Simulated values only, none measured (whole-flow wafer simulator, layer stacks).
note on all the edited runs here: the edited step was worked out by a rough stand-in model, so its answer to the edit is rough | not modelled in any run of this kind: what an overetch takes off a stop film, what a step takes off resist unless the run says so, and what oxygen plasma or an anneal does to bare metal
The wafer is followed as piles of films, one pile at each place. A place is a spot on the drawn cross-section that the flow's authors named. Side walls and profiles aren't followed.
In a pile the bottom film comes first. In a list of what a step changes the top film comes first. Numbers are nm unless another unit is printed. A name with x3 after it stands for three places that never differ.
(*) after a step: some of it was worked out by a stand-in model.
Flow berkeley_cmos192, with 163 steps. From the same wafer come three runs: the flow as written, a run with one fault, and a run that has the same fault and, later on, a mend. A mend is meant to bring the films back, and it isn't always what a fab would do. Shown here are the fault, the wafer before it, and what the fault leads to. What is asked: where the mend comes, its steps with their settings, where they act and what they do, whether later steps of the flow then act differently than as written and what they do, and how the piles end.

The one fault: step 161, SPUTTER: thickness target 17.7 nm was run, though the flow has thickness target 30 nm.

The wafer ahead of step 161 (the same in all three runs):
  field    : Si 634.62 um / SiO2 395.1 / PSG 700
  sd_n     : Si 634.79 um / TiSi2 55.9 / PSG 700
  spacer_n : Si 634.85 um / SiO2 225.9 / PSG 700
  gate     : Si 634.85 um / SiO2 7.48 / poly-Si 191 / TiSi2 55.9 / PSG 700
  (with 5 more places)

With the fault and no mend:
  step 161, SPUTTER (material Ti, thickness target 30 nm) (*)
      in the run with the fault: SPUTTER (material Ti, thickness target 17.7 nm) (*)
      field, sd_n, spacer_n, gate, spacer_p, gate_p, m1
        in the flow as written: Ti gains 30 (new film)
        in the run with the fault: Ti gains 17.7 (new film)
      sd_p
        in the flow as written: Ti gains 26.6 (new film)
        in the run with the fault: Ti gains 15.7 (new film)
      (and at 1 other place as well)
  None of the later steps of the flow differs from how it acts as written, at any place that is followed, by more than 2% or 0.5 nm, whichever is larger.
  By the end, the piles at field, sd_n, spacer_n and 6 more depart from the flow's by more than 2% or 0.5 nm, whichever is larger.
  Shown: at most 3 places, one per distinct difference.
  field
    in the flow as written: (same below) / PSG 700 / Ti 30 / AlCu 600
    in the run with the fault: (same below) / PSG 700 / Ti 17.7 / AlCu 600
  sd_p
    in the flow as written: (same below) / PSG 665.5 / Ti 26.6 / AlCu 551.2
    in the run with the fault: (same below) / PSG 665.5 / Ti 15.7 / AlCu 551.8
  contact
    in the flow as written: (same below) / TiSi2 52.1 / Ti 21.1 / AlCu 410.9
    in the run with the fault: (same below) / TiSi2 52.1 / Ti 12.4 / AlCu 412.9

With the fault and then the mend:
  The mend follows step 161.
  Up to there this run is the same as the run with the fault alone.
  step 161a, ETCH (chemistry piranha, etches Ti, 120 C, 31 s) (the flow's step 148 again, with other settings)
      field, sd_n, spacer_n, gate, spacer_p, gate_p, m1
        Ti loses 17.7 (all of it)
      sd_p
        Ti loses 15.7 (all of it)
      contact
        Ti loses 12.4 (all of it), TiSi2 loses 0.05
  step 161b, SPUTTER (material Ti, thickness target 30 nm) (*) (the flow's step 161 again)
      field, sd_n, spacer_n, gate, spacer_p, gate_p, m1
        Ti gains 30 (new film)
      sd_p
        Ti gains 26.6 (new film)
      contact
        Ti gains 21.1 (new film)
  None of the later steps of the flow acts differently than as written at any place that is followed.
  The piles end only slightly different from the flow's at the places that both follow, by no more than 2% or 0.5 nm, whichever is larger.
